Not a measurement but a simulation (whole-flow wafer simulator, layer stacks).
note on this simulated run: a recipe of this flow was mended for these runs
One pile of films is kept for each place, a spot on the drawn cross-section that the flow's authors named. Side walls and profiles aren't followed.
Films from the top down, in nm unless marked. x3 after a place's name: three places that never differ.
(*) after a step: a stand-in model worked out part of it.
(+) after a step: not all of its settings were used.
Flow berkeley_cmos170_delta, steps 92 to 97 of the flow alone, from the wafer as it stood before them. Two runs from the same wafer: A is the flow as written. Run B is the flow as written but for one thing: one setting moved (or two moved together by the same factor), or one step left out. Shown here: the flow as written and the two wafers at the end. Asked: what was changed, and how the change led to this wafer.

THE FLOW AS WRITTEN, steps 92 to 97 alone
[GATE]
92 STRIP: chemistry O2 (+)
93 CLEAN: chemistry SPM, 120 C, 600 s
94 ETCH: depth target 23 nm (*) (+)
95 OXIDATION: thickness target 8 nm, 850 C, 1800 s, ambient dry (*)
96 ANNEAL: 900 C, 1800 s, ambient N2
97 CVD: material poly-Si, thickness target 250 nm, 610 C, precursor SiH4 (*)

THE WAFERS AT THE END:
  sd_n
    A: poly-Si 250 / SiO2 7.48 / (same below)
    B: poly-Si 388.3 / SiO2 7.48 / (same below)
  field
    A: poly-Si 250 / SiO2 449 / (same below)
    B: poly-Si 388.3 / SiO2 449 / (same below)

The cause: step 97, CVD: 633 C was run, where the flow has 610 C.

How the change led to this, step by step:
  97 CVD: material poly-Si, thickness target 250 nm, 610 C, precursor SiH4 (*)
      field, sd_n, spacer_n, gate, sd_p, spacer_p x2, contact, m1: A poly-Si +250 (new film) | B poly-Si +388.3 (new film)
